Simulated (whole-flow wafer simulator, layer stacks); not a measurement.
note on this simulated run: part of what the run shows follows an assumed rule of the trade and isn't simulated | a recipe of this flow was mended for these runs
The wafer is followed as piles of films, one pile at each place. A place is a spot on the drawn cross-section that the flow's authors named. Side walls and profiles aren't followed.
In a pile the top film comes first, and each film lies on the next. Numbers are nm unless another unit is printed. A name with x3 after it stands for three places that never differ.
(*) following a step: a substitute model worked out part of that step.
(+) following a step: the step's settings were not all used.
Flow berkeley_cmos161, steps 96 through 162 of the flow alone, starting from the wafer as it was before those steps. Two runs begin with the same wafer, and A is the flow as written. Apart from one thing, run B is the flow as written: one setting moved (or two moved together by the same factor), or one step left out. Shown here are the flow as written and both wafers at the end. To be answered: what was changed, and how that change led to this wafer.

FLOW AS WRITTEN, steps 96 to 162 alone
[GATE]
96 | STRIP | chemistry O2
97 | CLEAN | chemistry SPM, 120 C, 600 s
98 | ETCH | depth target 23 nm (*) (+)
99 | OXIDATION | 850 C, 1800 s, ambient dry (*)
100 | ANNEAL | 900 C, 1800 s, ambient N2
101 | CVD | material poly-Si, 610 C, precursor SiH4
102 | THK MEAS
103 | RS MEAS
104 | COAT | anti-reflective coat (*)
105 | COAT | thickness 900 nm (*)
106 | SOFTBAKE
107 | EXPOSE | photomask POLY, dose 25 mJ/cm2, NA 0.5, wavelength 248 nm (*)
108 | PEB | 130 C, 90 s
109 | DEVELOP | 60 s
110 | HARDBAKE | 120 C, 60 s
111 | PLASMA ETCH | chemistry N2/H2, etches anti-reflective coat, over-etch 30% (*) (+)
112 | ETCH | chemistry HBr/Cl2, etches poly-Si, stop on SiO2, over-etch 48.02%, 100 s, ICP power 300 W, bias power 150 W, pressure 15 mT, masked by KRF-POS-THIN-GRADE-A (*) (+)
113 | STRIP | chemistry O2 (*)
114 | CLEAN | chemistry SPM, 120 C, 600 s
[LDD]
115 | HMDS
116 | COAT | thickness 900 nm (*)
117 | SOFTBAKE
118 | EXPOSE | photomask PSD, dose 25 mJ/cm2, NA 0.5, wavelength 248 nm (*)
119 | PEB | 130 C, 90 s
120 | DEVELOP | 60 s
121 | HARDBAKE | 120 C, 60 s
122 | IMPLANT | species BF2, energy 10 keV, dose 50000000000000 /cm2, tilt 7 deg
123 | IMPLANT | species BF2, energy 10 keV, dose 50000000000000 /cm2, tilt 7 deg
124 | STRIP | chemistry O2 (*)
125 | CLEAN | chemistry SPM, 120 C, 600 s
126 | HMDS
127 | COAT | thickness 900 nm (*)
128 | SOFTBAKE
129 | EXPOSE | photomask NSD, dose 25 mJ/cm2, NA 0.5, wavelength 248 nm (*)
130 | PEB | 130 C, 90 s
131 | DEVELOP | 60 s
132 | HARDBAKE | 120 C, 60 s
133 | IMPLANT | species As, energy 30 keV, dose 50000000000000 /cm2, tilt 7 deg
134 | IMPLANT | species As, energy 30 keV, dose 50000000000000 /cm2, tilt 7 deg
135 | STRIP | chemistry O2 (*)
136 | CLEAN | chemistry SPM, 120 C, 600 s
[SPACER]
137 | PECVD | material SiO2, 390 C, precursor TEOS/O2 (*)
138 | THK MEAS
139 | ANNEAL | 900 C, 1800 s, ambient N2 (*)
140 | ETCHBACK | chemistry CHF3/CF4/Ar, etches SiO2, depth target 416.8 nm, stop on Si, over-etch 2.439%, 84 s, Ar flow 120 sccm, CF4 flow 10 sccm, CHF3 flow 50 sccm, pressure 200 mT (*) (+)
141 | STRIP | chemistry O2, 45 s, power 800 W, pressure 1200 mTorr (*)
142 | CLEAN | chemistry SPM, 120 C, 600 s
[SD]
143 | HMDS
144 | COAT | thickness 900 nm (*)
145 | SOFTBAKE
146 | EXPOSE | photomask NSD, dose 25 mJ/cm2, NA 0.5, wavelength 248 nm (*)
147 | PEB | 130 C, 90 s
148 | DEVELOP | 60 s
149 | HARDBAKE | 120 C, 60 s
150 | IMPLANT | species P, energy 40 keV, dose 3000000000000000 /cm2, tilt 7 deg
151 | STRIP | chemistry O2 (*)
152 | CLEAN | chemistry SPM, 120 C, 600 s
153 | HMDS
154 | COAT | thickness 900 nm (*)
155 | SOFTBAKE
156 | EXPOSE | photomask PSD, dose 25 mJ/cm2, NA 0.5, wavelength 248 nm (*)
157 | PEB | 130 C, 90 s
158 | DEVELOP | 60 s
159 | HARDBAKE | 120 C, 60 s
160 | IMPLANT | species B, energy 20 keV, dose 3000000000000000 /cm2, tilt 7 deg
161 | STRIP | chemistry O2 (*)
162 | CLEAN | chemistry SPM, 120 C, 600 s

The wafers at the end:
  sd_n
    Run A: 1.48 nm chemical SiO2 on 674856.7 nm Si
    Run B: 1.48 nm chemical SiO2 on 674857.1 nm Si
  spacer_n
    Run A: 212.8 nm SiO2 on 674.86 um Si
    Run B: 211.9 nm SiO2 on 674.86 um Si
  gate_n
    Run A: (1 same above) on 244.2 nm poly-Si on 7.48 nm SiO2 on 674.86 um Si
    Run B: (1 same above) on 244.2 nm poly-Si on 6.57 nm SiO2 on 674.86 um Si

The reason: step 99, OXIDATION: 1440 s was run, though the flow has 1800 s.

The path from the change to this, step by step:
  99 | OXIDATION | 850 C, 1800 s, ambient dry (*)
      sd_n, spacer_n, gate_n, sd_p, spacer_p, gate_p, contact, m1: A SiO2 gains 7.48 (new film), Si loses 3.29 | B SiO2 gains 6.57 (new film), Si loses 2.89
